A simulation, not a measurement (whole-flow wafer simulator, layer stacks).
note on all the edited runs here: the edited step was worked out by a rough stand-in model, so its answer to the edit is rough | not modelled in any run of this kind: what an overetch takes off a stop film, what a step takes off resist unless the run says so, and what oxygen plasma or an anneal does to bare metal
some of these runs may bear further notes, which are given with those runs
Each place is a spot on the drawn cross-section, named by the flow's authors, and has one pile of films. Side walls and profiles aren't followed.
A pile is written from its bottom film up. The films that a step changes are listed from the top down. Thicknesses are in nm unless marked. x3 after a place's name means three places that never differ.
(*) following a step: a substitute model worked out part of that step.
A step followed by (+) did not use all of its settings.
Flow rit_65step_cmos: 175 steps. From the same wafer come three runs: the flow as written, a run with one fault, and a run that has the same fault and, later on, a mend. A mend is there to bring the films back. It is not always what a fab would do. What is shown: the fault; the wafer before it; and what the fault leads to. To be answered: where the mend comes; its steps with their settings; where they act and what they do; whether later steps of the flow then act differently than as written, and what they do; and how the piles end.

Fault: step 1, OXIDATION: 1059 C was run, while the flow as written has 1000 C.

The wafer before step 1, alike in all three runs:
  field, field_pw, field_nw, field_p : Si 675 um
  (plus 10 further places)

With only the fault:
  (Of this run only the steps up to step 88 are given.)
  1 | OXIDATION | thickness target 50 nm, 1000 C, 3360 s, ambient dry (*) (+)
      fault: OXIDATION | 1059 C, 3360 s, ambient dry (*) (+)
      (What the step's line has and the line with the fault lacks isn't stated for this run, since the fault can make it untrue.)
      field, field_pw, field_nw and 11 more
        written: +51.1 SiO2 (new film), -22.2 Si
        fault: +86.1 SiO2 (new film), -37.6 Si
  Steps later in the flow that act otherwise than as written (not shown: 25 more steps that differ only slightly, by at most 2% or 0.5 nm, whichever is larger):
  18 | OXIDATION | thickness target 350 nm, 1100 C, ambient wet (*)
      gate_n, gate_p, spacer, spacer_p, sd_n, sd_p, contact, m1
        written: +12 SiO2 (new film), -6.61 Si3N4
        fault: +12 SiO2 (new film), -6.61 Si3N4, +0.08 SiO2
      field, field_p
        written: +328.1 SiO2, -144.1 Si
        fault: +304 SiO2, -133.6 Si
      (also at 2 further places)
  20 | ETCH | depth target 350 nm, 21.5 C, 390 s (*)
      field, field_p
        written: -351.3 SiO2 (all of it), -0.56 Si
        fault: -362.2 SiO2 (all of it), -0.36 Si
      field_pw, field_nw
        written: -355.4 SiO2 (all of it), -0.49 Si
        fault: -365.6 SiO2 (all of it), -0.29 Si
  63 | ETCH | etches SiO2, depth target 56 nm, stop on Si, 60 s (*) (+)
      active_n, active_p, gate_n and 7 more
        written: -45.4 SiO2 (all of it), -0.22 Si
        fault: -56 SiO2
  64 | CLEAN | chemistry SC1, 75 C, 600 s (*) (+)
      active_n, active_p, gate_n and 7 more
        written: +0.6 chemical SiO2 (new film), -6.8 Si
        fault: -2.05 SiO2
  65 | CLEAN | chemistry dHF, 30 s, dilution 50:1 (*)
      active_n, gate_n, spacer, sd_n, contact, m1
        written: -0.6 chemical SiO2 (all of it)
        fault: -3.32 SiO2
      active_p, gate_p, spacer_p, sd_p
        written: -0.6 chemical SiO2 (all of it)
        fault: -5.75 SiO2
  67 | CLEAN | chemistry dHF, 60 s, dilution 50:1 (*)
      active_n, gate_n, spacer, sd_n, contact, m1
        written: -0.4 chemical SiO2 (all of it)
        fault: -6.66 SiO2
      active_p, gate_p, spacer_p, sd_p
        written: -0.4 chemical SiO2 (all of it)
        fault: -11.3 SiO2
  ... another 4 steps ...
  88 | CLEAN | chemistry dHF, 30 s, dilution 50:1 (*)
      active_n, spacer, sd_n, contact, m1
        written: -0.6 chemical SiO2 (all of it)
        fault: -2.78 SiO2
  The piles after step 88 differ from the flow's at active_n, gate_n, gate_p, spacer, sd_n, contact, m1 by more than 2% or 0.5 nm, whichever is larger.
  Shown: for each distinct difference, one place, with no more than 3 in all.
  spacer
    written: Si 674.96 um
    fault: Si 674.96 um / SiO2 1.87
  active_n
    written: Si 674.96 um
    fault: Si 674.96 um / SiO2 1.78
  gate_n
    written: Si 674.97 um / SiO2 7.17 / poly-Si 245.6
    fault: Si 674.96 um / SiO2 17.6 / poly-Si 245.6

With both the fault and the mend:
  The mend stands after step 2.
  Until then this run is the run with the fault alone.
  2a | ETCH | depth target 99 nm, 21.5 C, 110 s
      field, field_pw, field_nw and 11 more
        -86.1 SiO2 (all of it)
  2b | CLEAN | chemistry SC2, 75 C, 600 s
      field, field_pw, field_nw and 11 more
        +0.4 chemical SiO2 (new film), -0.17 Si
  2c | OXIDATION | 1000 C, 3360 s, ambient dry (*) (the flow's step 1 again, with other settings)
      field, field_pw, field_nw and 11 more
        +51 SiO2 (new film), -0.4 chemical SiO2 (all of it), -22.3 Si
  Steps later in the flow that act otherwise than as written (not shown: 17 more steps that differ only slightly, by at most 2% or 0.5 nm, whichever is larger):
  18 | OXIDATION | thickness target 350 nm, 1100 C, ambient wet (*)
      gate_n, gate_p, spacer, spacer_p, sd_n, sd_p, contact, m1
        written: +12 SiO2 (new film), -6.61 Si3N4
        mend: +12 SiO2 (new film), -6.61 Si3N4, +0.03 SiO2
  At the end the piles are close to the flow's at the places that both follow, differing by at most 2% or 0.5 nm, whichever is larger.
